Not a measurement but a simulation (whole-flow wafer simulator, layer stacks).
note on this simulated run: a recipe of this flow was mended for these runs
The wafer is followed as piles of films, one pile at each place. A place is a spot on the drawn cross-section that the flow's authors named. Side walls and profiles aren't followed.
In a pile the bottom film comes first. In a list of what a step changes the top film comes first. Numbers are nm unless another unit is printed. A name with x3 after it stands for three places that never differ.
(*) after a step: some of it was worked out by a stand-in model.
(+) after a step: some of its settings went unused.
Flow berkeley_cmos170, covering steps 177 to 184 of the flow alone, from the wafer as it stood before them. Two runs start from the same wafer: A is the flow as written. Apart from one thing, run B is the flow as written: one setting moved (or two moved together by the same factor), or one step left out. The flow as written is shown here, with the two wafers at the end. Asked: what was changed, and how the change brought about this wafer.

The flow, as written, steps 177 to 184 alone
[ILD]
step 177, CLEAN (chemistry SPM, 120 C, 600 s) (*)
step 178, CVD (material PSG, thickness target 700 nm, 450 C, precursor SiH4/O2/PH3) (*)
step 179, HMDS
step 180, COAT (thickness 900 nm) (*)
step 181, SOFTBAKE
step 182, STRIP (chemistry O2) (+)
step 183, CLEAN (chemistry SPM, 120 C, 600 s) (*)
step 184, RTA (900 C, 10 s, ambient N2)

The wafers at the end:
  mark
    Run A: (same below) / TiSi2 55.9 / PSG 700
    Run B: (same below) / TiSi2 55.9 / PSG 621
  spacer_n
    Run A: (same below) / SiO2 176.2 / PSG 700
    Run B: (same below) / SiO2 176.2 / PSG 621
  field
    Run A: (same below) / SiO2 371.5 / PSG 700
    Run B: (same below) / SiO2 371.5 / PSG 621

Cause: step 178, CVD: thickness target 621 nm was run, whereas the flow has thickness target 700 nm.
One can read it off the wafer: mark has PSG 621, and step 178 as written asks for 700 nm.

The path from the change to this, step by step:
  step 178, CVD (material PSG, thickness target 700 nm, 450 C, precursor SiH4/O2/PH3) (*)
      field, mark, sd_n and 10 more: A +700 PSG (new film) | B +621 PSG (new film)
